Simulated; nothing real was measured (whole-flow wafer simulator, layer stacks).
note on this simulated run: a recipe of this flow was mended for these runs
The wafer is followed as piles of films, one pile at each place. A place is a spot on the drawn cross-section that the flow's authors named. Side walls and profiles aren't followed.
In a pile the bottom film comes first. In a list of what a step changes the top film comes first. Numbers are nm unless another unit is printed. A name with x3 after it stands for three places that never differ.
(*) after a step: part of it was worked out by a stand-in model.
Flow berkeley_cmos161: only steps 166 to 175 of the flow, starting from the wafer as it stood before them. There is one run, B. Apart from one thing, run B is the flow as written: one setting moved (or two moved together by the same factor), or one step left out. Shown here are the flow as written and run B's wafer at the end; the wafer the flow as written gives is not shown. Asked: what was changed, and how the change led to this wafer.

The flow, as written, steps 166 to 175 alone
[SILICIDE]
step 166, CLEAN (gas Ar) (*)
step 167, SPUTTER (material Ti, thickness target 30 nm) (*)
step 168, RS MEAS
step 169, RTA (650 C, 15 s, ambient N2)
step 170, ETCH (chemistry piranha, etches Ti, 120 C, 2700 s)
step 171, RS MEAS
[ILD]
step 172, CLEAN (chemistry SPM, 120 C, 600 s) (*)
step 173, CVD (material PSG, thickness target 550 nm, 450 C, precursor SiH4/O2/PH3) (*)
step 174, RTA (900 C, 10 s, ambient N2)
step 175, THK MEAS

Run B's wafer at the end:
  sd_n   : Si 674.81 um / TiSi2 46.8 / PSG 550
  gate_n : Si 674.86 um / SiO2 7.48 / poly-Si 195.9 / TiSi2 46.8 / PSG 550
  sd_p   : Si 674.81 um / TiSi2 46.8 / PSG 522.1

What caused this: step 167, SPUTTER: thickness target 26 nm was run, whereas the flow has thickness target 30 nm.

How this came from the change, step by step:
  step 167, SPUTTER (material Ti, thickness target 30 nm) (*)
      field, sd_n, spacer_n, gate_n, sd_p, spacer_p, gate_p, contact x2: Ti gains 26 (new film) (it would be, as written: Ti gains 30 (new film))
  step 169, RTA (650 C, 15 s, ambient N2)
      sd_n, sd_p, contact x2: Ti loses 20.3, TiSi2 C49 gains 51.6 (new film), Si loses 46 (it would be, as written: Ti loses 23.4, TiSi first gains 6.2 (new film), TiSi2 C49 gains 50.3 (new film), Si loses 49)
      gate_n, gate_p: Ti loses 20.3, TiSi2 C49 gains 51.6 (new film), poly-Si loses 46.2 (it would be, as written: Ti loses 23.4, TiSi first gains 6.2 (new film), TiSi2 C49 gains 50.3 (new film), poly-Si loses 49.2)
  step 170, ETCH (chemistry piranha, etches Ti, 120 C, 2700 s)
      sd_n, gate_n, sd_p, gate_p, contact x2: Ti loses 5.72 (all of it), TiSi2 C49 loses 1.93 (it would be, as written: Ti loses 6.6 (all of it), TiSi first loses 1.93)
      field, spacer_n, spacer_p: Ti loses 26 (all of it) (it would be, as written: Ti loses 30 (all of it))
  step 174, RTA (900 C, 10 s, ambient N2)
      sd_n, sd_p, contact x2: under 1 film: TiSi2 gains 46.8 (new film), TiSi2 C49 loses 49.6 (all of it) (it would be, as written: under 1 film: TiSi2 gains 53.3 (new film), TiSi first loses 4.27 (all of it), TiSi2 C49 loses 50.3 (all of it), Si loses 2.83)
      gate_n, gate_p: under 1 film: TiSi2 gains 46.8 (new film), TiSi2 C49 loses 49.6 (all of it) (it would be, as written: under 1 film: TiSi2 gains 53.3 (new film), TiSi first loses 4.27 (all of it), TiSi2 C49 loses 50.3 (all of it), poly-Si loses 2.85)
